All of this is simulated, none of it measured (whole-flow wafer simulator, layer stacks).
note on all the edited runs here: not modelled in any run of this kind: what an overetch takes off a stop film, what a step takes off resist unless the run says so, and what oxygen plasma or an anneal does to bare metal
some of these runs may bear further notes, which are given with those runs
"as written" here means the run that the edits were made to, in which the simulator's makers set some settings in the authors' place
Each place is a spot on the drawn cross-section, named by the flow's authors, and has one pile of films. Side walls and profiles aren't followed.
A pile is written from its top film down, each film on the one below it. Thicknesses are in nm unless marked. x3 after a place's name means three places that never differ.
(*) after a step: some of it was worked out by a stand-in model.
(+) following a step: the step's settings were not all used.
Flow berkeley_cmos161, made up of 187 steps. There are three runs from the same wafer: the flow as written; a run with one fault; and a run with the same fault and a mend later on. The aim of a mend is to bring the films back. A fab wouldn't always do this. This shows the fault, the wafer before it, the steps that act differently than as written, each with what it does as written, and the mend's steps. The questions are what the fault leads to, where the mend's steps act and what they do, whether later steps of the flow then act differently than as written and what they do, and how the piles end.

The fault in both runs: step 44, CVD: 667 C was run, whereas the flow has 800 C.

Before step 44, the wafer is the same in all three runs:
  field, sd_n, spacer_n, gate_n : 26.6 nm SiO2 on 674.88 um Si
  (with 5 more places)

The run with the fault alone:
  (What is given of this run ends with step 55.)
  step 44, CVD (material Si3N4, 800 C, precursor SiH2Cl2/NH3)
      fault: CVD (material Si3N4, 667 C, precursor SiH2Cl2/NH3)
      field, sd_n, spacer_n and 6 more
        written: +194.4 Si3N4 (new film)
        fault: +18.7 Si3N4 (new film)
  Later steps of the flow acting differently than as written:
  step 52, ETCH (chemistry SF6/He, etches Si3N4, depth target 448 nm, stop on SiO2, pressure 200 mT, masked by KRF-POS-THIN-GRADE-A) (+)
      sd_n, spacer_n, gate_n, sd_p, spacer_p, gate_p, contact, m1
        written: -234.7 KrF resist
        fault: -43.7 KrF resist
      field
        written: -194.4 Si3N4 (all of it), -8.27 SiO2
        fault: -18.7 Si3N4 (all of it), -8.27 SiO2
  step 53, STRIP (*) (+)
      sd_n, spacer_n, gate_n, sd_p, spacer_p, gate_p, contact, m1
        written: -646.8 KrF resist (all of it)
        fault: -837.7 KrF resist (all of it)
  Once step 55 is done, the piles at sd_n, spacer_n, gate_n, sd_p, spacer_p, gate_p, contact, m1 depart from the flow's by more than 2% or 0.5 nm, whichever is larger.
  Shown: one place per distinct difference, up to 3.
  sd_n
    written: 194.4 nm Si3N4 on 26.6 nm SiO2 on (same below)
    fault: 18.7 nm Si3N4 on 26.6 nm SiO2 on (same below)

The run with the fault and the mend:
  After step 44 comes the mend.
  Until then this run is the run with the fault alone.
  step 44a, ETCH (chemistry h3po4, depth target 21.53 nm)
      field, sd_n, spacer_n and 6 more
        -18.7 Si3N4 (all of it)
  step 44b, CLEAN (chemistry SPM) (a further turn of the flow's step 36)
      leaves every film unchanged at each place that is followed
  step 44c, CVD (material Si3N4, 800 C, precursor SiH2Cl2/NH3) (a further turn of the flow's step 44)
      field, sd_n, spacer_n and 6 more
        +194.4 Si3N4 (new film)
  None of the later steps of the flow acts differently than as written at any place that is followed.
  The piles end the same as the flow's at every place that both follow.
